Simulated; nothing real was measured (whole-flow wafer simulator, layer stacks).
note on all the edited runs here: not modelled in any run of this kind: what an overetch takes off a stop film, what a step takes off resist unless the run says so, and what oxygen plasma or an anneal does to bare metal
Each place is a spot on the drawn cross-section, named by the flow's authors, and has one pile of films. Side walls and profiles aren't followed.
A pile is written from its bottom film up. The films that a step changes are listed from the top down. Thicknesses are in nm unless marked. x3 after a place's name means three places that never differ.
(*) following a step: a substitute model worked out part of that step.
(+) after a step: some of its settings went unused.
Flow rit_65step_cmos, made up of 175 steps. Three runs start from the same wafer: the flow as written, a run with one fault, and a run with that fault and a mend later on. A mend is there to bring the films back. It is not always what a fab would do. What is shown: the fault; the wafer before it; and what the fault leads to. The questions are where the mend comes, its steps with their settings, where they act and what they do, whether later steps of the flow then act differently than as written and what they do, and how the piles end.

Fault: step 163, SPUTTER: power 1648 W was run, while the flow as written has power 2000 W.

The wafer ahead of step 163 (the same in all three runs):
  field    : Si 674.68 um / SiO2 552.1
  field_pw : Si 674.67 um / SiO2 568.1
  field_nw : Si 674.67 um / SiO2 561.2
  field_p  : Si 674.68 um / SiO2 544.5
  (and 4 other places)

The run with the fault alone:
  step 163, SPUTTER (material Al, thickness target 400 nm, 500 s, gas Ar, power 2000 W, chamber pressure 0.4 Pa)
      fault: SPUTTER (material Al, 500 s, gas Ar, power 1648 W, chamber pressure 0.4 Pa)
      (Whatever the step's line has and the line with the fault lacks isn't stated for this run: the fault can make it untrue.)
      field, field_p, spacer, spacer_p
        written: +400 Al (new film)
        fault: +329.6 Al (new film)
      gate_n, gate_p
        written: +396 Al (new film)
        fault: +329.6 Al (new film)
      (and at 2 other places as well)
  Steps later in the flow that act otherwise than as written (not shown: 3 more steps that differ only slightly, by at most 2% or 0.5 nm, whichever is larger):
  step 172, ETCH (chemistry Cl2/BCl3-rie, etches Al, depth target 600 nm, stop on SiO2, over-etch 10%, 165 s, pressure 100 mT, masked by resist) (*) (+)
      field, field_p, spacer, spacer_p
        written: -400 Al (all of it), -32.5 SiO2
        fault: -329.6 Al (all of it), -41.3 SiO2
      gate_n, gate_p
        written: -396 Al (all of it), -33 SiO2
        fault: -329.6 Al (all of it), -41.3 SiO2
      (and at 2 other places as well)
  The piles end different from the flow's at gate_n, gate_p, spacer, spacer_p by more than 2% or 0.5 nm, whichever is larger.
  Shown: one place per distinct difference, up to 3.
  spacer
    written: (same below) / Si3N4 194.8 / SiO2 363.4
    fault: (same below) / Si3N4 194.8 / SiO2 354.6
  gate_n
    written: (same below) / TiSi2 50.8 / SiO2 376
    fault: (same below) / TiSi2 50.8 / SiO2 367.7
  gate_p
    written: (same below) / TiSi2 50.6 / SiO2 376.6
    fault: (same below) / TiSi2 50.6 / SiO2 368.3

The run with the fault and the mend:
  After step 164 comes the mend.
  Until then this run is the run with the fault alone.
  step 164a, ETCH (chemistry al pan, depth target 379.9 nm)
      field, field_p, gate_n, gate_p, spacer, spacer_p
        -329.6 Al (all of it)
      field_pw
        -328.7 Al (all of it)
      field_nw
        -329.3 Al (all of it)
  step 164b, SPUTTER (material Al, thickness target 400 nm, 500 s, gas Ar, power 2000 W, chamber pressure 0.4 Pa) (a further turn of the flow's step 163)
      field, field_pw, field_p, spacer, spacer_p
        +400 Al (new film)
      gate_n, gate_p
        +396 Al (new film)
      field_nw
        +397.2 Al (new film)
  Every later step of the flow that is run acts as written at every place that is followed.
  The piles end the same as the flow's at every place that both follow.
